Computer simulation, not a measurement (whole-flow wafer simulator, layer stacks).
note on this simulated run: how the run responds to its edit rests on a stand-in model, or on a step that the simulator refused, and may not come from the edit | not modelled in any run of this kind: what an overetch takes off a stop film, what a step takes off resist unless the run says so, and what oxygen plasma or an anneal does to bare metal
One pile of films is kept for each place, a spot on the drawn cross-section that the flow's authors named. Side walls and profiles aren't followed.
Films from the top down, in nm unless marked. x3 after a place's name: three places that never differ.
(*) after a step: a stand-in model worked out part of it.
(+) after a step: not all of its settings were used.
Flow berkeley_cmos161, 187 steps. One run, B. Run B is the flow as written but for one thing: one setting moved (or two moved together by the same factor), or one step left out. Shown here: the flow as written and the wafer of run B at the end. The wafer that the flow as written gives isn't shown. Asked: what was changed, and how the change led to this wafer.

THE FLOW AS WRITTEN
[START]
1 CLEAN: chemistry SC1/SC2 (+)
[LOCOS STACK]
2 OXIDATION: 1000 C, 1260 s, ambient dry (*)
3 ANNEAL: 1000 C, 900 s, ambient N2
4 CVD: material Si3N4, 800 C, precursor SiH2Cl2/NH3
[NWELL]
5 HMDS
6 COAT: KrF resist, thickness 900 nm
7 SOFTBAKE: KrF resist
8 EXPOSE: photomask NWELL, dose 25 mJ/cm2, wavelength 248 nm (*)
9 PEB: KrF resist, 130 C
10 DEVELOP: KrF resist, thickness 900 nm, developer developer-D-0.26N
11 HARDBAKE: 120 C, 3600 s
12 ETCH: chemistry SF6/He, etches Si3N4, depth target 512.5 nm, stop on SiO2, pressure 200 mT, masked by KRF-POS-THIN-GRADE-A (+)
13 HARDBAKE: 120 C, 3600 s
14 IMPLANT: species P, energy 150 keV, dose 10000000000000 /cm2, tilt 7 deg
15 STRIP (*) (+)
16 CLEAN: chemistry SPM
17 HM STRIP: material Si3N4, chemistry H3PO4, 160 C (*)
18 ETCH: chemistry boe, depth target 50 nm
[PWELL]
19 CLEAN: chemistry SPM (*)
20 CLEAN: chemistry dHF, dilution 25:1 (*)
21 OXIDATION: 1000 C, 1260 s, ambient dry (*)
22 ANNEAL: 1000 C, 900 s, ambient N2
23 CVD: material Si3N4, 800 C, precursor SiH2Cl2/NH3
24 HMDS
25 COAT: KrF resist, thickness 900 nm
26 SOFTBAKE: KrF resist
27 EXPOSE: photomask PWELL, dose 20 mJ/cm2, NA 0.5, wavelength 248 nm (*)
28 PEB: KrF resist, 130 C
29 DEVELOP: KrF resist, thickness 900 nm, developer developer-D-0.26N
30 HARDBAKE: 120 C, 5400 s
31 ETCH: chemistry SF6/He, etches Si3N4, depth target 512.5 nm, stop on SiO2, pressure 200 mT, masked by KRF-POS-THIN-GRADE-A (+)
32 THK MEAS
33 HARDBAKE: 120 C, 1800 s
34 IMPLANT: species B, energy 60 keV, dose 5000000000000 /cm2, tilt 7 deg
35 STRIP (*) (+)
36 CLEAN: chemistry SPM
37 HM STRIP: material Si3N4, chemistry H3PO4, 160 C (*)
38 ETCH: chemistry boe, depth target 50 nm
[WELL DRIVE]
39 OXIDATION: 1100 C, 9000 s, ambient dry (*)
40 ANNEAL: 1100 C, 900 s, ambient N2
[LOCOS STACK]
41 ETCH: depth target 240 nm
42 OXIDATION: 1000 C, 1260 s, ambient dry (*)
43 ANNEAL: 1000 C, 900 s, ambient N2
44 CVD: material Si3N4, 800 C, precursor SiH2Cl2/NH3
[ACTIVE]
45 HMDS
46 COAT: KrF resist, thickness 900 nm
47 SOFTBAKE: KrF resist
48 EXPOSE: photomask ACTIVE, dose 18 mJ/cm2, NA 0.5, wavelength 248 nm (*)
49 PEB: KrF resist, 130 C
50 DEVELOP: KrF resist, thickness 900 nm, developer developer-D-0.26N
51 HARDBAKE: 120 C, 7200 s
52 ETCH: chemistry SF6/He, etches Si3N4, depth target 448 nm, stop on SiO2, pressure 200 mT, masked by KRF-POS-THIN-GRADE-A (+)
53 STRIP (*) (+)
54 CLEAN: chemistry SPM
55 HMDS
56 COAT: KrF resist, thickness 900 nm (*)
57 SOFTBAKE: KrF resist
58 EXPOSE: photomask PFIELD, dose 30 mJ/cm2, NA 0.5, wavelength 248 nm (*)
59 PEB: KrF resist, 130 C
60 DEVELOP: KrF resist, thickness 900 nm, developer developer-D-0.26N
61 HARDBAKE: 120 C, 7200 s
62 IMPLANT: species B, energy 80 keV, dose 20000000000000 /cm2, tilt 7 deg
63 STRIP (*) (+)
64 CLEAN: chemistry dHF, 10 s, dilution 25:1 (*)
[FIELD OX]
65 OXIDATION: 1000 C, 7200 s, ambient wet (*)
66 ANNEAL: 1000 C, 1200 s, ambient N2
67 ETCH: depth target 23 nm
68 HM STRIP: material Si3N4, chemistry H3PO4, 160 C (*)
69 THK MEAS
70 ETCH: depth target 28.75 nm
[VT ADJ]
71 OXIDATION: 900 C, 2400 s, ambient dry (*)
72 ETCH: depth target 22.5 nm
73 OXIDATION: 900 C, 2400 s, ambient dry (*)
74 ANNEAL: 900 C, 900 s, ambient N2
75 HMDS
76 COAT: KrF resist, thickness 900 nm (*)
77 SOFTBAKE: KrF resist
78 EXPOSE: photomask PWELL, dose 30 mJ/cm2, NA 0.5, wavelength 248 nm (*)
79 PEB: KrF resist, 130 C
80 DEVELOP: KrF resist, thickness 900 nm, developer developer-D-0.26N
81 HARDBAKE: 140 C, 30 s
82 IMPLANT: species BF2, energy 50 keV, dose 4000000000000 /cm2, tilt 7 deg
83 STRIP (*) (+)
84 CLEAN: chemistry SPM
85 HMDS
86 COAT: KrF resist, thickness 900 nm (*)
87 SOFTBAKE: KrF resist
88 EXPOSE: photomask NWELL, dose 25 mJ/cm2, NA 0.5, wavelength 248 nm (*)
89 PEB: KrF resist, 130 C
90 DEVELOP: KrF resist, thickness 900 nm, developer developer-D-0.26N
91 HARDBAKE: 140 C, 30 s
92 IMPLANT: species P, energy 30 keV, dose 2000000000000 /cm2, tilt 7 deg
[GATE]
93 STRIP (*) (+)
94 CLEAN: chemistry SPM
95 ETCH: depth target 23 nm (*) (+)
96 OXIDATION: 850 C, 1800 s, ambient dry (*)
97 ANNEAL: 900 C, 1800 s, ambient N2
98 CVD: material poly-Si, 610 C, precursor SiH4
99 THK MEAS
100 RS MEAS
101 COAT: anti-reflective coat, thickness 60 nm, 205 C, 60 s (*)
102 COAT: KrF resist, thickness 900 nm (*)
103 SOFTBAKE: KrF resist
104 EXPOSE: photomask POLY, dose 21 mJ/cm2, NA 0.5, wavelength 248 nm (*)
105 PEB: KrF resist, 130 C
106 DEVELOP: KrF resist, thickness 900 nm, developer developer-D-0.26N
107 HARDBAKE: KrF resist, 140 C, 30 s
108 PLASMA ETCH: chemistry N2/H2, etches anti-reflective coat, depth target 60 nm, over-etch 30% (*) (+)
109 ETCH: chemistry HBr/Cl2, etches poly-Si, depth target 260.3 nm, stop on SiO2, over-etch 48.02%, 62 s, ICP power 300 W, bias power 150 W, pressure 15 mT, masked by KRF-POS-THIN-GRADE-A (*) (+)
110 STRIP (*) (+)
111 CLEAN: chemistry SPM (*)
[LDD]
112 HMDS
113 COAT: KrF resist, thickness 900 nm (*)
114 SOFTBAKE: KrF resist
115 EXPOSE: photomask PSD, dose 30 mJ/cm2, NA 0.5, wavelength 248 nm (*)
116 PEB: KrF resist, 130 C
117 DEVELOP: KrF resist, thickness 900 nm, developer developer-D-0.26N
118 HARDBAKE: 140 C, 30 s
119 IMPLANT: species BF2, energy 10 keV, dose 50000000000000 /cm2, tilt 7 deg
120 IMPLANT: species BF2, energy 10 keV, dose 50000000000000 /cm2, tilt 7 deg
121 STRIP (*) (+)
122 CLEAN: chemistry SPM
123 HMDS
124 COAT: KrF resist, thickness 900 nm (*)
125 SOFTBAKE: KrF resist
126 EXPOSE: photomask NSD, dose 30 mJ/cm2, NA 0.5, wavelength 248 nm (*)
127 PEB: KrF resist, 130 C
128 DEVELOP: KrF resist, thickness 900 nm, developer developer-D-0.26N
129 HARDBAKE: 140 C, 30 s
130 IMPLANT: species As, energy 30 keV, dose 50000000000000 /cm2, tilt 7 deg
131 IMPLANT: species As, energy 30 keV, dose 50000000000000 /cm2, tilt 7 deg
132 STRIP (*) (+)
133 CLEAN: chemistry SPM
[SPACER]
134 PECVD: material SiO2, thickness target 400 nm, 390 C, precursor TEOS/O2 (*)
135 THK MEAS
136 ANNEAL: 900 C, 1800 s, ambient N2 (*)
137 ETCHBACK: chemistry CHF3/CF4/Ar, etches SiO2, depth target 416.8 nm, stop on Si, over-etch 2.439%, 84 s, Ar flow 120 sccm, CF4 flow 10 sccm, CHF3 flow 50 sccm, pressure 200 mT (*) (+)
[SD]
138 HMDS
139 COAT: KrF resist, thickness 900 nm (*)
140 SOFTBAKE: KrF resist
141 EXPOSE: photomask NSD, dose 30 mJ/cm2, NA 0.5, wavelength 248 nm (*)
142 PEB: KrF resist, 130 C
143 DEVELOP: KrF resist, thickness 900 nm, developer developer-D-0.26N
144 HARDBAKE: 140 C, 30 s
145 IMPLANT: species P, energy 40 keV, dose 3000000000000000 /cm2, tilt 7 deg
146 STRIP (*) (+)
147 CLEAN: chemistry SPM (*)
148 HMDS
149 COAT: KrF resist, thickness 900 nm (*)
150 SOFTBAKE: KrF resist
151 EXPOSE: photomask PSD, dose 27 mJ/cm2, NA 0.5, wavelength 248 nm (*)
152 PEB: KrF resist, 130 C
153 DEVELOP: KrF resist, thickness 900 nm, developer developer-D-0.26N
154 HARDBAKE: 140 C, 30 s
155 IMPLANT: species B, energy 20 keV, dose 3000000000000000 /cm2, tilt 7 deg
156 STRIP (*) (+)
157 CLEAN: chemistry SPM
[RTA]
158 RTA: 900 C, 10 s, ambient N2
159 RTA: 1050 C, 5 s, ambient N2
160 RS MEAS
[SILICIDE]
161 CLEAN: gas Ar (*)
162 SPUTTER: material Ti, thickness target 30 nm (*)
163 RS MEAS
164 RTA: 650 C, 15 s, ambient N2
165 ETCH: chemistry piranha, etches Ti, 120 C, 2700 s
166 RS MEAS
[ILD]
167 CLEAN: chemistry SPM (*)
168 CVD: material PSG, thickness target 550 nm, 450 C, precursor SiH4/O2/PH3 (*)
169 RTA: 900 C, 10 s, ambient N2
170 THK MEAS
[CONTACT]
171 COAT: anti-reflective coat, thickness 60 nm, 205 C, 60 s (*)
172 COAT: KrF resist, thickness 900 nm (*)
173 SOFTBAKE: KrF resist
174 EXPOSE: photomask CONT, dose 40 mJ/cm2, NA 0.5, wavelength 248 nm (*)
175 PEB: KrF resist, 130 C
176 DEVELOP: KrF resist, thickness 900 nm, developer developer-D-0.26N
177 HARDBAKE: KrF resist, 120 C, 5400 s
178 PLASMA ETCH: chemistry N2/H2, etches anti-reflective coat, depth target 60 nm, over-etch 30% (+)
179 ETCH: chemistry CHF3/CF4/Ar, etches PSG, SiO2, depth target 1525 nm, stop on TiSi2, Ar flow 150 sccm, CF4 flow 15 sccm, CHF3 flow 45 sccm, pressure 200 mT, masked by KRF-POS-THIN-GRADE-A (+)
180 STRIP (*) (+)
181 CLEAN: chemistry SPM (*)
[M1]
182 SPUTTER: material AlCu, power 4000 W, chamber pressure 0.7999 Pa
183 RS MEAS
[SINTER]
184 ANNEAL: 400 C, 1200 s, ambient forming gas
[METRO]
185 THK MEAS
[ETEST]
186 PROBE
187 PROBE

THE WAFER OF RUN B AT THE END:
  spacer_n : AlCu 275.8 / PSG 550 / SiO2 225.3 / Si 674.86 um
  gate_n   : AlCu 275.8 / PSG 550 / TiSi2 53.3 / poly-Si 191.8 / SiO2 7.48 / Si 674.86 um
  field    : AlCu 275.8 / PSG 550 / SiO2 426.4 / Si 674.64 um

The cause: step 136, ANNEAL: 900 C, 1800 s, ambient N2 (*), was left out.

How the change led to this, step by step:
  137 ETCHBACK: chemistry CHF3/CF4/Ar, etches SiO2, depth target 416.8 nm, stop on Si, over-etch 2.439%, 84 s, Ar flow 120 sccm, CF4 flow 10 sccm, CHF3 flow 50 sccm, pressure 200 mT (*) (+)
      gate_n, gate_p: SiO2 -400 (all of it), chemical SiO2 -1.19 (all of it), poly-Si -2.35 (as written it would be: SiO2 -382 (all of it), chemical SiO2 -1.19 (all of it), poly-Si -3.98)
      sd_n: SiO2 -405.9 (all of it) (as written it would be: SiO2 -387.9 (all of it))
      (and at 3 more places)
  171 COAT: anti-reflective coat, thickness 60 nm, 205 C, 60 s (*)
      sd_n: anti-reflective coat +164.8 (new film) (as written it would be: anti-reflective coat +149.7 (new film))
      spacer_n: anti-reflective coat +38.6 (new film) (as written it would be: anti-reflective coat +41.3 (new film))
      (and at 5 more places)
  180 STRIP (*) (+)
      sd_n: KrF resist -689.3 (all of it), anti-reflective coat -164.8 (all of it) (as written it would be: KrF resist -692.5 (all of it), anti-reflective coat -149.7 (all of it))
      spacer_n: KrF resist -634.8 (all of it), anti-reflective coat -38.6 (all of it) (as written it would be: KrF resist -635.2 (all of it), anti-reflective coat -41.3 (all of it))
      (and at 5 more places)
